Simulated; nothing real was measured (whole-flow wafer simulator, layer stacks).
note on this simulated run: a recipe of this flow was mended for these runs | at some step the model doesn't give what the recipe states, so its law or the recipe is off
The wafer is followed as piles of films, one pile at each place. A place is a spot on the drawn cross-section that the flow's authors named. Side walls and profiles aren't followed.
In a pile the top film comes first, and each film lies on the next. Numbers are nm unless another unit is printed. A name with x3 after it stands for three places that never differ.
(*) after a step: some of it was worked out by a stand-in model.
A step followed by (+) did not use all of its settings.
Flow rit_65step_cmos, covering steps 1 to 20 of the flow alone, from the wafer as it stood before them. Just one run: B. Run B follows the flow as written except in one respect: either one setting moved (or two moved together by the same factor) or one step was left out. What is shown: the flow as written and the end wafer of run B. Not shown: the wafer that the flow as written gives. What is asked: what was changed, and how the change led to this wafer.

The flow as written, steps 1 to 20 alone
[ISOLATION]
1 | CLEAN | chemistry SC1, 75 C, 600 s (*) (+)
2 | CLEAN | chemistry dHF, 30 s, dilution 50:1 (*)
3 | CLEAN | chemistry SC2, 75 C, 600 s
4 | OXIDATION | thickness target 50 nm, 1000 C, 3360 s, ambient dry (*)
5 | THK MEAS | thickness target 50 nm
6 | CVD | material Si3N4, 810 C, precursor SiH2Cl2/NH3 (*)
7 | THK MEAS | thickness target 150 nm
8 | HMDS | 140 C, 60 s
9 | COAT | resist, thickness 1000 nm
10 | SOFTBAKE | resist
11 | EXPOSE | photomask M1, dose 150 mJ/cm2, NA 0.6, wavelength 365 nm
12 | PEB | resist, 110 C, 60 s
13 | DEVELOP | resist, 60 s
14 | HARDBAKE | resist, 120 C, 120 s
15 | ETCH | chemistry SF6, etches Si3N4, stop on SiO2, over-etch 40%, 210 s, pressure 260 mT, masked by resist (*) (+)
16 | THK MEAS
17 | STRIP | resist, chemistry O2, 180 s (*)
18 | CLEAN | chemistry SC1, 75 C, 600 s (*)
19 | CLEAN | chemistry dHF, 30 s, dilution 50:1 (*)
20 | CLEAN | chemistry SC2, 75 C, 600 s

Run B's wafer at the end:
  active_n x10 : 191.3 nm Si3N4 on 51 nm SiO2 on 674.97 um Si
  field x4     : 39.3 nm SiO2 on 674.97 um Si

Cause: step 6, CVD: 833 C was run, whereas the flow has 810 C.

The path from the change to this, step by step:
  6 | CVD | material Si3N4, 810 C, precursor SiH2Cl2/NH3 (*)
      field x4, active_n x10: +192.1 Si3N4 (new film) (it would be, as written: +150 Si3N4 (new film))
  15 | ETCH | chemistry SF6, etches Si3N4, stop on SiO2, over-etch 40%, 210 s, pressure 260 mT, masked by resist (*) (+)
      field x4: -192.1 Si3N4 (all of it), -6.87 SiO2 (it would be, as written: -150 Si3N4 (all of it), -23.1 SiO2)
